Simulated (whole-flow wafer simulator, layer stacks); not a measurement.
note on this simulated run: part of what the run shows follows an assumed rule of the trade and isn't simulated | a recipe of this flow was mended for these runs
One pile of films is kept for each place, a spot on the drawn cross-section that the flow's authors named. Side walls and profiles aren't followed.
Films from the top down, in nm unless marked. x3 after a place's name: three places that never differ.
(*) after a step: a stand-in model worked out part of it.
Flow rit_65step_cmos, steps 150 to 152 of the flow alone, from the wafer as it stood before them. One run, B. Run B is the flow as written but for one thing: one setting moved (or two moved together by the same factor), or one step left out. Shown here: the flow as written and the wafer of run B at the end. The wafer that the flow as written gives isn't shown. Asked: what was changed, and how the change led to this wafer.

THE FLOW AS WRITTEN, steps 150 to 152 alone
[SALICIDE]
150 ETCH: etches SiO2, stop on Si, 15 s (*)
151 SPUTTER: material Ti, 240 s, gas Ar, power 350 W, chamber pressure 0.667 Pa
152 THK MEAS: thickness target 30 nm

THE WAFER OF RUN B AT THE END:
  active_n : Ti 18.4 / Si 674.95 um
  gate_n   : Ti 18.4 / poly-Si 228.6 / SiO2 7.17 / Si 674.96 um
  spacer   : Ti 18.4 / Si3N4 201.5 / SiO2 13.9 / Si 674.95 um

The cause: step 151, SPUTTER: 147 s was run, where the flow has 240 s.

How the change led to this, step by step:
  151 SPUTTER: material Ti, 240 s, gas Ar, power 350 W, chamber pressure 0.667 Pa
      field, field_pw, field_nw and 11 more: Ti +18.4 (new film) (as written it would be: Ti +30 (new film))
